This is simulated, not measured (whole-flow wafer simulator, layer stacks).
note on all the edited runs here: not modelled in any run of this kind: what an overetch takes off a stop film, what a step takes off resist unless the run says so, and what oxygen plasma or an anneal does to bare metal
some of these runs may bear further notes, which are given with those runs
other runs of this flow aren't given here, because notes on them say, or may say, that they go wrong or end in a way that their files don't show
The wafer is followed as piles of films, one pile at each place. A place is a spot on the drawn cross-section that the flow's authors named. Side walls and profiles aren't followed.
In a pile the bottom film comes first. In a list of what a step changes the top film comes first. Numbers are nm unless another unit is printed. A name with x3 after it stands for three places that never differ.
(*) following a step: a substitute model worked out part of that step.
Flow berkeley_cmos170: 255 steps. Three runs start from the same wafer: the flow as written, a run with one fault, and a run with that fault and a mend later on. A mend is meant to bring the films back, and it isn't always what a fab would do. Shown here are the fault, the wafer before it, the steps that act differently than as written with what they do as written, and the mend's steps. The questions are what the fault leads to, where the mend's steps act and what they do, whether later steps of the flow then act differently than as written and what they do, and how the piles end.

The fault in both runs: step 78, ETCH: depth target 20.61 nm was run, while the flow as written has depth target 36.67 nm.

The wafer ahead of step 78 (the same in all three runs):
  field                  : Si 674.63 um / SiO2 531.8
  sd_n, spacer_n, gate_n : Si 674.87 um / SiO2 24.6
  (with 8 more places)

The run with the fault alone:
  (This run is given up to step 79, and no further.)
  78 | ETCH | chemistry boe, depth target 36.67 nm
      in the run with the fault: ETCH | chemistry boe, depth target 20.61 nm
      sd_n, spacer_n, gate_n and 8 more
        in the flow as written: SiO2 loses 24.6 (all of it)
        in the run with the fault: SiO2 loses 20.6
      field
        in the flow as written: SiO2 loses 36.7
        in the run with the fault: SiO2 loses 20.6
  Steps later in the flow that act otherwise than as written:
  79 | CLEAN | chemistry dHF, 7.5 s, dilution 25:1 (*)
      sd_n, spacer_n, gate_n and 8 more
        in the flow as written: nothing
        in the run with the fault: SiO2 loses 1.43
  After step 79, at field, sd_n, spacer_n and 9 more, the piles differ from the flow's by more than 2% or 0.5 nm, whichever is larger.
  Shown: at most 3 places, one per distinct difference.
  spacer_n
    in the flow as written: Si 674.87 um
    in the run with the fault: Si 674.87 um / SiO2 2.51
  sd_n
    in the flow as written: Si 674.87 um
    in the run with the fault: Si 674.87 um / SiO2 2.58
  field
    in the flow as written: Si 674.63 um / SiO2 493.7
    in the run with the fault: Si 674.63 um / SiO2 509.7

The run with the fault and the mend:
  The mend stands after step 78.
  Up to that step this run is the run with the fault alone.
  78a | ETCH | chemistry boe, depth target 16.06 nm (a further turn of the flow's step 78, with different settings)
      spacer_n, gate_n, spacer_p and 6 more
        SiO2 loses 3.95 (all of it)
      sd_n, sd_p
        SiO2 loses 4.01 (all of it)
      field
        SiO2 loses 16.1
  Every later step of the flow that is run acts as written, at every place that is followed, to within 2% or 0.5 nm, whichever is larger.
  The piles end the same as the flow's at every place that both follow.
